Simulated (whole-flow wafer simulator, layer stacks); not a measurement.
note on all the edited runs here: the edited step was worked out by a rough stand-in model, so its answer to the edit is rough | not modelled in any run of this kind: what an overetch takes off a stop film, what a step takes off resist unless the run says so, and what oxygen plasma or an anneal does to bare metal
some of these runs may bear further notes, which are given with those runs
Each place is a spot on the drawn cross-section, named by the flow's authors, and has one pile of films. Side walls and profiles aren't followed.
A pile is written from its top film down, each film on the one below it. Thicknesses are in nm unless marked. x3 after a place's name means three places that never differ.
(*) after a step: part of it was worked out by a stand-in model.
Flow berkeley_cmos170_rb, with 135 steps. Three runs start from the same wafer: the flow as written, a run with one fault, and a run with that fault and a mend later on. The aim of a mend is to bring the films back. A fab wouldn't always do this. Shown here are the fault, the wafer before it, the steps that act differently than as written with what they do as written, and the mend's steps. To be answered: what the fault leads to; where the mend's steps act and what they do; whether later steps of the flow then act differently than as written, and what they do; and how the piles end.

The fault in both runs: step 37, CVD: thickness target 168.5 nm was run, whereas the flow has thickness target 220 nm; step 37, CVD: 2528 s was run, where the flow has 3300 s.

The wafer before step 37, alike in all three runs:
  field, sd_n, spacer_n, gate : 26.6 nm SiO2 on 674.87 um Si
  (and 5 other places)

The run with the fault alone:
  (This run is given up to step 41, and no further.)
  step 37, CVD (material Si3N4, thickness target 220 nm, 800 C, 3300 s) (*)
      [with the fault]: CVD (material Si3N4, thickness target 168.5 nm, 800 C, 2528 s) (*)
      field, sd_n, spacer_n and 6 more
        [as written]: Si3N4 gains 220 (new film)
        [with the fault]: Si3N4 gains 168.5 (new film)
  Later steps of the flow up to step 41 that are run all act as written at every place that is followed.
  The piles after step 41 differ from the flow's at field, sd_n, spacer_n and 6 more by more than 2% or 0.5 nm, whichever is larger.
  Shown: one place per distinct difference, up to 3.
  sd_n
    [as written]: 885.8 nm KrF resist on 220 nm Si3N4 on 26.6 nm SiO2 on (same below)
    [with the fault]: 885.8 nm KrF resist on 168.5 nm Si3N4 on 26.6 nm SiO2 on (same below)
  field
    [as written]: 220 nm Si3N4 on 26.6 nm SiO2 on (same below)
    [with the fault]: 168.5 nm Si3N4 on 26.6 nm SiO2 on (same below)

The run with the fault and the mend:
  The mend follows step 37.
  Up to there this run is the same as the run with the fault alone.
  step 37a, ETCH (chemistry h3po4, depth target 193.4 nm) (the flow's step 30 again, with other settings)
      field, sd_n, spacer_n and 6 more
        Si3N4 loses 168.5 (all of it)
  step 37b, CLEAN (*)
      does not change any film at any place that is followed
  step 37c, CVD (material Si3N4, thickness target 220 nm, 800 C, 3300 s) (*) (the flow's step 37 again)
      field, sd_n, spacer_n and 6 more
        Si3N4 gains 220 (new film)
  Later steps of the flow that are run all act as written at every place that is followed.
  The piles end the same as the flow's at every place that both follow.
